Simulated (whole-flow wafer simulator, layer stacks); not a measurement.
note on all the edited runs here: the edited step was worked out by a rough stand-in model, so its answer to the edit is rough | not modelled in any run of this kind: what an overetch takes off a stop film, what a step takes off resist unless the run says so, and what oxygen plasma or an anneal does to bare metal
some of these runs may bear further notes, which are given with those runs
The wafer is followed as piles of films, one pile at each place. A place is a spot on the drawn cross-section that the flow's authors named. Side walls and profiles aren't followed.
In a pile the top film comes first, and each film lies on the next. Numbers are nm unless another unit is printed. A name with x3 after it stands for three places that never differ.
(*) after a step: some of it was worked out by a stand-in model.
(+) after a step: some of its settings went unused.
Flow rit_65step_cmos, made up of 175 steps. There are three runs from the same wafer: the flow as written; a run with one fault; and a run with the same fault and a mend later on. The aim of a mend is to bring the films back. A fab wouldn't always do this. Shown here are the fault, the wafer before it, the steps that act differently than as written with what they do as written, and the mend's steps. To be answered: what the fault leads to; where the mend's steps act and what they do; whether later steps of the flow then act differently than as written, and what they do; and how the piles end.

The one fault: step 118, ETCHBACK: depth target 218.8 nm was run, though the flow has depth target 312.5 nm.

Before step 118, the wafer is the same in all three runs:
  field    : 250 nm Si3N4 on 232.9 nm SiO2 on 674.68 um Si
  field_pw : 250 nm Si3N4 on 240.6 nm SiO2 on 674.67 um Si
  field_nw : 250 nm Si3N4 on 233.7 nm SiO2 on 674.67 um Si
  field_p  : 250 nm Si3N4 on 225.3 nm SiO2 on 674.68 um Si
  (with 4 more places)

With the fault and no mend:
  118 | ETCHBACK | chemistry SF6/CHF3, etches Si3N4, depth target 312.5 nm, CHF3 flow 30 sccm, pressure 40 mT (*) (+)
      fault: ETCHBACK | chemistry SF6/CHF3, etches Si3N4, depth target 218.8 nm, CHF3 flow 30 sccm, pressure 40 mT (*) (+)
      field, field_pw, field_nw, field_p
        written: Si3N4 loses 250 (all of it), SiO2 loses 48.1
        fault: Si3N4 loses 218.8
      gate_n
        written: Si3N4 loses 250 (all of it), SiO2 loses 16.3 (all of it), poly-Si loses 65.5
        fault: Si3N4 loses 218.8
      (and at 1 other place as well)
  Steps later in the flow that act otherwise than as written (4 other steps are not shown; they differ only slightly, by no more than 2% or 0.5 nm, whichever is larger):
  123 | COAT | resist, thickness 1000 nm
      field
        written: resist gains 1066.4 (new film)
        fault: resist gains 1044.1 (new film)
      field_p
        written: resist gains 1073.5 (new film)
        fault: resist gains 1051.2 (new film)
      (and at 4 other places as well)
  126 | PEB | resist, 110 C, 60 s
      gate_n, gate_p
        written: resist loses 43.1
        fault: resist loses 40.1
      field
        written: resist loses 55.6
        fault: resist loses 54.3
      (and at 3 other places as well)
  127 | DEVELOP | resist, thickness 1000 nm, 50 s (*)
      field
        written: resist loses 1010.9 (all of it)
        fault: resist loses 989.9 (all of it)
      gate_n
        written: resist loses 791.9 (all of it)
        fault: resist loses 739.2 (all of it)
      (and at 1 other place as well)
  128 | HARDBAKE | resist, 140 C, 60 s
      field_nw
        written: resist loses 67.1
        fault: resist loses 65.7
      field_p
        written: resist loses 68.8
        fault: resist loses 67.2
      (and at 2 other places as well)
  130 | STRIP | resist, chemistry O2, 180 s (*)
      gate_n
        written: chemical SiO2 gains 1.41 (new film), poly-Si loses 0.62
        fault: nothing
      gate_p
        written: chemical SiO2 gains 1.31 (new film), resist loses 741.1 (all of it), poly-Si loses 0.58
        fault: resist loses 691.6 (all of it)
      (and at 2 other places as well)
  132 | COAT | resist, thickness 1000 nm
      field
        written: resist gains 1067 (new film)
        fault: resist gains 1044.1 (new film)
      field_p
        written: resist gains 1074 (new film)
        fault: resist gains 1051.2 (new film)
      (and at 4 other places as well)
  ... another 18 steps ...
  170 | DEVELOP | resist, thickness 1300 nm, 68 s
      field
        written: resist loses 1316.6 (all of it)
        fault: resist loses 1271.6 (all of it)
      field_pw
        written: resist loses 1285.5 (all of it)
        fault: resist loses 1259.5 (all of it)
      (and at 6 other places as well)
  By the end, the piles at field, field_pw, field_nw, field_p, gate_n, gate_p, spacer, spacer_p depart from the flow's by more than 2% or 0.5 nm, whichever is larger.
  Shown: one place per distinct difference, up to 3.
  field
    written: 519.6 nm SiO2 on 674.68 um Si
    fault: 363.4 nm SiO2 on 30 nm Si3N4 on 232.9 nm SiO2 on 674.68 um Si
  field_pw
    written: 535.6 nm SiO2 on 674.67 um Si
    fault: 363.4 nm SiO2 on 30 nm Si3N4 on 240.6 nm SiO2 on 674.67 um Si
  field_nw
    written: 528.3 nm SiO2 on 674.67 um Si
    fault: 363.4 nm SiO2 on 30 nm Si3N4 on 233.7 nm SiO2 on 674.67 um Si

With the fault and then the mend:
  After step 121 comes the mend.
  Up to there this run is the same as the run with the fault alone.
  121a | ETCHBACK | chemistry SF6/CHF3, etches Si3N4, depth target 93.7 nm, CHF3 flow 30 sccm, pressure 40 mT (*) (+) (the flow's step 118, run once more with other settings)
      field, field_pw, field_nw, field_p
        Si3N4 loses 31.2 (all of it), SiO2 loses 48.1
      active_n, sd_n, contact, m1
        Si3N4 loses 31.2 (all of it), SiO2 loses 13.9 (all of it)
      active_p, sd_p
        Si3N4 loses 31.2 (all of it), SiO2 loses 13.4 (all of it)
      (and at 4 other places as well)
  Every later step of the flow that is run acts as written at every place that is followed.
  At every place that both follow, the piles at the end match the flow's.
